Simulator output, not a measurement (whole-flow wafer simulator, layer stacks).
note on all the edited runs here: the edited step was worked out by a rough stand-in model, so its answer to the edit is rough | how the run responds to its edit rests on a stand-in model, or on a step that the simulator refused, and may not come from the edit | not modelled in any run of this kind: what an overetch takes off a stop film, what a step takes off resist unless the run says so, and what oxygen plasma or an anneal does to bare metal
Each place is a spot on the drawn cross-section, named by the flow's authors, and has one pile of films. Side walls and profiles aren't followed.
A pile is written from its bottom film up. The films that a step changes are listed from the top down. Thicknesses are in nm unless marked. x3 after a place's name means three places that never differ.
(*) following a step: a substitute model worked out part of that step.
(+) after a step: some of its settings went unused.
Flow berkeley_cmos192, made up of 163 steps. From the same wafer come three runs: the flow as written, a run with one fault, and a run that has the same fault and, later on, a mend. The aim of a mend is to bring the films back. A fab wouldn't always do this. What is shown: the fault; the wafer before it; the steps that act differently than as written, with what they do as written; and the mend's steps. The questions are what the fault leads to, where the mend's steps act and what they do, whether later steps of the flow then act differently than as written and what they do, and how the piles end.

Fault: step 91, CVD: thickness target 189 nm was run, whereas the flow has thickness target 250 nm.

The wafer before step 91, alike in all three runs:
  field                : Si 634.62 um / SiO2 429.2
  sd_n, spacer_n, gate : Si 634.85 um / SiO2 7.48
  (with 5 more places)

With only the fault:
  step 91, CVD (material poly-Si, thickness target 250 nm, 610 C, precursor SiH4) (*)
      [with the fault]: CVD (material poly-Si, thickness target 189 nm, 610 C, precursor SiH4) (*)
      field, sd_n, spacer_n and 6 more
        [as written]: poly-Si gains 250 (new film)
        [with the fault]: poly-Si gains 189 (new film)
  Later steps of the flow acting differently than as written (19 more steps, not shown, differ only slightly: by at most 2% or 0.5 nm, whichever is larger):
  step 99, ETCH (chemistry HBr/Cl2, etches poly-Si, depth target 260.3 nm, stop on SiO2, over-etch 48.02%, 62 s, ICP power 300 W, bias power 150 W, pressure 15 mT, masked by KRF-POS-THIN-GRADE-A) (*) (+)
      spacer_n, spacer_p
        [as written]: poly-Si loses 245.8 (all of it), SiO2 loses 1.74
        [with the fault]: poly-Si loses 184.8 (all of it), SiO2 loses 6.44
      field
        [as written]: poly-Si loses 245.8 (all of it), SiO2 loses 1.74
        [with the fault]: poly-Si loses 184.8 (all of it), SiO2 loses 6.43
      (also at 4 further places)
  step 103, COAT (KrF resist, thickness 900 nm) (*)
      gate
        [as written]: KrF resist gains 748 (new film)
        [with the fault]: KrF resist gains 797.5 (new film)
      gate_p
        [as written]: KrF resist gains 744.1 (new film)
        [with the fault]: KrF resist gains 793.5 (new film)
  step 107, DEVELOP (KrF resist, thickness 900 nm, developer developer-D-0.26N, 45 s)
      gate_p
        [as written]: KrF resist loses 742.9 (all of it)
        [with the fault]: KrF resist loses 792.3 (all of it)
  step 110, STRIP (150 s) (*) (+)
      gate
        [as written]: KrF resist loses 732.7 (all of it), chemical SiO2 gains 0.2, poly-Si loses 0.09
        [with the fault]: KrF resist loses 782 (all of it), chemical SiO2 gains 0.2, poly-Si loses 0.09
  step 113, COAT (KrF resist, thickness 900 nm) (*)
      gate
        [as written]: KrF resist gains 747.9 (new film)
        [with the fault]: KrF resist gains 796.8 (new film)
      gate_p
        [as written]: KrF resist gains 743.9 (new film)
        [with the fault]: KrF resist gains 792.8 (new film)
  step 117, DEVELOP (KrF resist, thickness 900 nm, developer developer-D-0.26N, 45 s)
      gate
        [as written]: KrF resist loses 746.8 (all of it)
        [with the fault]: KrF resist loses 795.6 (all of it)
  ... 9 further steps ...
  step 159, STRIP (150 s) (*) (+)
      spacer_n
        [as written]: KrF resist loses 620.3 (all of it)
        [with the fault]: KrF resist loses 652.6 (all of it)
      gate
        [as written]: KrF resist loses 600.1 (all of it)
        [with the fault]: KrF resist loses 629 (all of it)
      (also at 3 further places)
  The piles end different from the flow's at spacer_n, gate, spacer_p, gate_p by more than 2% or 0.5 nm, whichever is larger.
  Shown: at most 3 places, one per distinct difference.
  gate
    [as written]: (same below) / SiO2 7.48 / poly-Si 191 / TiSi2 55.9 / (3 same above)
    [with the fault]: (same below) / SiO2 7.48 / poly-Si 130 / TiSi2 55.9 / (3 same above)
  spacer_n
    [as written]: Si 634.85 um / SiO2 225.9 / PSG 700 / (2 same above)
    [with the fault]: Si 634.85 um / SiO2 164.9 / PSG 700 / (2 same above)
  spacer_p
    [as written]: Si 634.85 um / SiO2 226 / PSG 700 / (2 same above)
    [with the fault]: Si 634.85 um / SiO2 165 / PSG 700 / (2 same above)

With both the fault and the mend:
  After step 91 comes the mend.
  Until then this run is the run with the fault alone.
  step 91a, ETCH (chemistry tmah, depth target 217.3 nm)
      field, sd_n, spacer_n and 6 more
        poly-Si loses 189 (all of it)
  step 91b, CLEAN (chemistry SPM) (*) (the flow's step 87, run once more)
      alters no film at any place that is followed
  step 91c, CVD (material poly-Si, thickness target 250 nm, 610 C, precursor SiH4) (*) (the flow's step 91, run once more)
      field, sd_n, spacer_n and 6 more
        poly-Si gains 250 (new film)
  Every later step of the flow that is run acts as written, at every place that is followed, to within 2% or 0.5 nm, whichever is larger.
  By the end, the piles equal the flow's at every place that both follow.
